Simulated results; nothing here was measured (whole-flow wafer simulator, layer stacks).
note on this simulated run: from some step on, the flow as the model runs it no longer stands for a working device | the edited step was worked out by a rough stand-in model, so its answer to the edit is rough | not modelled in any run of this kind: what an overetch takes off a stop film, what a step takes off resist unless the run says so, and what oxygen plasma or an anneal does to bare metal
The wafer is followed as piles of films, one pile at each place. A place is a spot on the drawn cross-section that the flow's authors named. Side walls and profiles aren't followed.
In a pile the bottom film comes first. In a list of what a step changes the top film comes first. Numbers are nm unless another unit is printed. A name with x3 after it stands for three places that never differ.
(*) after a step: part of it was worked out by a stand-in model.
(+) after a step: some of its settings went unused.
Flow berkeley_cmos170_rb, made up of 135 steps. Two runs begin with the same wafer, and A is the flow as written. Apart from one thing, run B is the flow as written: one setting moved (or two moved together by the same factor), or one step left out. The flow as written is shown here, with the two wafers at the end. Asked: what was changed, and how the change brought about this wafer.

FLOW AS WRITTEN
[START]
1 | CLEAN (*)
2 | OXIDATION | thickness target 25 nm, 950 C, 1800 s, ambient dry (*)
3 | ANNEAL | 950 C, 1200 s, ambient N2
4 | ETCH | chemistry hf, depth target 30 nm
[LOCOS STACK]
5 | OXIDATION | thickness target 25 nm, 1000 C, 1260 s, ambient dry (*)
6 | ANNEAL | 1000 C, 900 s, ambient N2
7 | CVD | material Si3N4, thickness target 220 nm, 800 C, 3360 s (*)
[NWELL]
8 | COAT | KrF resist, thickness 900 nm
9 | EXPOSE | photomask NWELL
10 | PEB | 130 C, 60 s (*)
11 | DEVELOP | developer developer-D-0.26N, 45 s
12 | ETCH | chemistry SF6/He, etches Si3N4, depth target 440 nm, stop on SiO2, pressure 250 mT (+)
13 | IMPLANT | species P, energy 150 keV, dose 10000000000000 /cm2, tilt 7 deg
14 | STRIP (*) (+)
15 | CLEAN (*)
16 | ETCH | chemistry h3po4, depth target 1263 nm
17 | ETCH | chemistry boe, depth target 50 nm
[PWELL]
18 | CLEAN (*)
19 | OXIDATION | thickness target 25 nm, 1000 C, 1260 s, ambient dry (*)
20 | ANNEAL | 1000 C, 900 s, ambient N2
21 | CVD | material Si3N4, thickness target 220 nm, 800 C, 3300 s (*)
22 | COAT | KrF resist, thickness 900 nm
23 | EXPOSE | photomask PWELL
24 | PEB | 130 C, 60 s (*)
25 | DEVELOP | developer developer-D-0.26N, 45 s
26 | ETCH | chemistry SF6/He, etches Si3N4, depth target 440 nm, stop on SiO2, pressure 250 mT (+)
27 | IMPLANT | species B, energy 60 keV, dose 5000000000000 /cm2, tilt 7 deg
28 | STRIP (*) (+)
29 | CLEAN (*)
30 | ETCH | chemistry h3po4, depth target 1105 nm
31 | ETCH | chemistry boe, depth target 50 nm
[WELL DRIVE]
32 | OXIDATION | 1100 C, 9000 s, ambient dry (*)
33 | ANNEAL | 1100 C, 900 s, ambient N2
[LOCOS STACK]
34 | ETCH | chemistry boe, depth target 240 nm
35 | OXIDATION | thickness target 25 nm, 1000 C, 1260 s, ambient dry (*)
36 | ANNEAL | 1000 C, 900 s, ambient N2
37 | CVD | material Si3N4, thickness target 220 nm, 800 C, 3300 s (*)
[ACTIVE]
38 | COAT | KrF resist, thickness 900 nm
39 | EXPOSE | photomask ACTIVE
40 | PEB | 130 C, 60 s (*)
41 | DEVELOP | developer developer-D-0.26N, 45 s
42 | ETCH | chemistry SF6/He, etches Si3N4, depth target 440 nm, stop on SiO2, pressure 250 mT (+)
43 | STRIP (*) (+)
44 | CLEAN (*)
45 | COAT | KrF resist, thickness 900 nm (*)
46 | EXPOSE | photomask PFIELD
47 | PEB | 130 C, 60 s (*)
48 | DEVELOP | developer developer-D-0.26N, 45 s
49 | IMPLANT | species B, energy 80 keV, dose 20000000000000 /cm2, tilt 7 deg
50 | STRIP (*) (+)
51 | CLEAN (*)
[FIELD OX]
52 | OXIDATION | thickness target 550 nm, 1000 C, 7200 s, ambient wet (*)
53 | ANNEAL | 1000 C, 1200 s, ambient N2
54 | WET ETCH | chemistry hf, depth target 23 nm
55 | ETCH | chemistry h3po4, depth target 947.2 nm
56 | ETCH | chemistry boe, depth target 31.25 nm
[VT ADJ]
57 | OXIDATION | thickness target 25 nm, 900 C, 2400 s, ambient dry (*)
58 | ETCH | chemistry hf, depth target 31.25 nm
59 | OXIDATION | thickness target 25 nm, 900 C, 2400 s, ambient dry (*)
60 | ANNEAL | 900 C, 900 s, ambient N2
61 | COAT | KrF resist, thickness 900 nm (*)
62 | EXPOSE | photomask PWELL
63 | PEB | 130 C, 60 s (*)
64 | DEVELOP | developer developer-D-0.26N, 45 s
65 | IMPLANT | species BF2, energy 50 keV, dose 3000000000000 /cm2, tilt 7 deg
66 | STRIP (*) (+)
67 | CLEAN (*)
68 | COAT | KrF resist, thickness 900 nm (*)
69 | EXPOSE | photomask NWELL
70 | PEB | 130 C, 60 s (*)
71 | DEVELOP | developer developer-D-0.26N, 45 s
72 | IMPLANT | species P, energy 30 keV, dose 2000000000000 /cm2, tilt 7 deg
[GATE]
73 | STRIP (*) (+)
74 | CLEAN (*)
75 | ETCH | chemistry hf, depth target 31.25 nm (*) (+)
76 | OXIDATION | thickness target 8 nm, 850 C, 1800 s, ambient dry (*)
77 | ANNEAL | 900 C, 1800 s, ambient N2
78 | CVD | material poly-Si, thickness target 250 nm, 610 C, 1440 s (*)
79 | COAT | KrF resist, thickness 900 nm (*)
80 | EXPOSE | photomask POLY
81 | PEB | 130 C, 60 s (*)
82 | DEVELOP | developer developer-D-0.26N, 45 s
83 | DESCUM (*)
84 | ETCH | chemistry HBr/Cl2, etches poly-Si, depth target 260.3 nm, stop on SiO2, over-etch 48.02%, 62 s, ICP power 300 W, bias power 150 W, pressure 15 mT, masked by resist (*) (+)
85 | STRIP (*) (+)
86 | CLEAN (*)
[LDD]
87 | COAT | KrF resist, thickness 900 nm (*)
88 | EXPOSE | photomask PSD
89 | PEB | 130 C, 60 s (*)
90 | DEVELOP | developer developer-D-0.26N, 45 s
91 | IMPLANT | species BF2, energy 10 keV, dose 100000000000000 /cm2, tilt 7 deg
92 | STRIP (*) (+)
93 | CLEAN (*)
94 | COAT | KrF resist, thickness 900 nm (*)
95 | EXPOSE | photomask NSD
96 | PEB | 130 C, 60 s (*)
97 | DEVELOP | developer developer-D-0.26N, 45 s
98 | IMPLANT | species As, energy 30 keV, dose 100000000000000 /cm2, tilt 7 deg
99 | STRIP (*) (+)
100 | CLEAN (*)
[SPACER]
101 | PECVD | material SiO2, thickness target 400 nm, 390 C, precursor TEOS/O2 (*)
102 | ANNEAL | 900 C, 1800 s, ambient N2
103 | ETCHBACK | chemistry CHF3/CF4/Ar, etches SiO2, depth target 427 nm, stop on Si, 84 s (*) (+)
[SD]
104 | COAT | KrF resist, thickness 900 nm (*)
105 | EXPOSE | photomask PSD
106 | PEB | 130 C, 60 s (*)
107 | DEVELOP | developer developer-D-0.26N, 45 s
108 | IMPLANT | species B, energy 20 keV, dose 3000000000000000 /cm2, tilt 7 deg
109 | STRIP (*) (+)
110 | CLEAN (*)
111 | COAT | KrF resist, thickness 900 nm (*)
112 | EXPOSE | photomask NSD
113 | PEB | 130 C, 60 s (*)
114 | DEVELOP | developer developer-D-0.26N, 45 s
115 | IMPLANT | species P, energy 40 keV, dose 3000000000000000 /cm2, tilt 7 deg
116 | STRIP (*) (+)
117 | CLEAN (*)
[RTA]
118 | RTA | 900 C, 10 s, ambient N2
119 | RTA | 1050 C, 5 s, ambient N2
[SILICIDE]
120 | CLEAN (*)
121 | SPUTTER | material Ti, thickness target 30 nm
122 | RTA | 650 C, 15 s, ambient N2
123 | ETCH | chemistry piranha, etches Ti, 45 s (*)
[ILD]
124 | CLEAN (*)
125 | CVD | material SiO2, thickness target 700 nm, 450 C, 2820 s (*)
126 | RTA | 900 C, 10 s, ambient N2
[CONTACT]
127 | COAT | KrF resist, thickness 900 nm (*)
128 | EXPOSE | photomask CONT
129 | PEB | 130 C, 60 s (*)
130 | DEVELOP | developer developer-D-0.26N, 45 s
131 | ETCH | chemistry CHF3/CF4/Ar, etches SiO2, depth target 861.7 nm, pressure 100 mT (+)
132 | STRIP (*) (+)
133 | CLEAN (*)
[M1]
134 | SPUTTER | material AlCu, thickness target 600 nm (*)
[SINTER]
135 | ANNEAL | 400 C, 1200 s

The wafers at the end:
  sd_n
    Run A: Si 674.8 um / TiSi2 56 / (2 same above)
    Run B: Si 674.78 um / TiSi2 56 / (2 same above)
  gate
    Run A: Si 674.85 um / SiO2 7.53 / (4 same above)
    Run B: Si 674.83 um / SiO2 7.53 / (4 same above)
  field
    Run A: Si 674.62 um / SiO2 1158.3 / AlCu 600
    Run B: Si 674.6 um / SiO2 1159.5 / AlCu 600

What caused this: step 32, OXIDATION: 1155 C was run, while the flow as written has 1100 C.

How this came from the change, step by step:
  32 | OXIDATION | 1100 C, 9000 s, ambient dry (*)
      field, sd_n, spacer_n and 6 more: A SiO2 gains 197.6 (new film), Si loses 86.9 | B SiO2 gains 253.6 (new film), Si loses 111.6
  34 | ETCH | chemistry boe, depth target 240 nm
      field, sd_n, spacer_n and 6 more: A SiO2 loses 197.6 (all of it) | B SiO2 loses 240
  35 | OXIDATION | thickness target 25 nm, 1000 C, 1260 s, ambient dry (*)
      field, sd_n, spacer_n and 6 more: A SiO2 gains 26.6 (new film), Si loses 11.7 | B SiO2 gains 16.8, Si loses 7.41
  52 | OXIDATION | thickness target 550 nm, 1000 C, 7200 s, ambient wet (*)
      gate: A SiO2 gains 12.9 (new film), Si3N4 loses 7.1, SiO2 gains 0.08, Si loses 0.08 | B SiO2 gains 12.9 (new film), Si3N4 loses 7.1
      sd_n: A SiO2 gains 12.9 (new film), Si3N4 loses 7.1, SiO2 gains 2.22, Si loses 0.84 | B SiO2 gains 12.9 (new film), Si3N4 loses 7.1, SiO2 gains 3.8, Si loses 1.64
      (also at 1 further place)
  56 | ETCH | chemistry boe, depth target 31.25 nm
      sd_n: A SiO2 loses 28.8 (all of it) | B SiO2 loses 31.2
      m1: A SiO2 loses 31.5 (all of it) | B SiO2 loses 31.2
      (also at 6 further places)
  57 | OXIDATION | thickness target 25 nm, 900 C, 2400 s, ambient dry (*)
      sd_n: A SiO2 gains 15 (new film), Si loses 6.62 | B SiO2 gains 13, Si loses 5.74
      m1: A SiO2 gains 15 (new film), Si loses 6.62 | B SiO2 gains 12.8, Si loses 5.62
  58 | ETCH | chemistry hf, depth target 31.25 nm
      sd_n: A SiO2 loses 15 (all of it) | B SiO2 loses 16 (all of it)
      m1: A SiO2 loses 15 (all of it) | B SiO2 loses 19.5 (all of it)
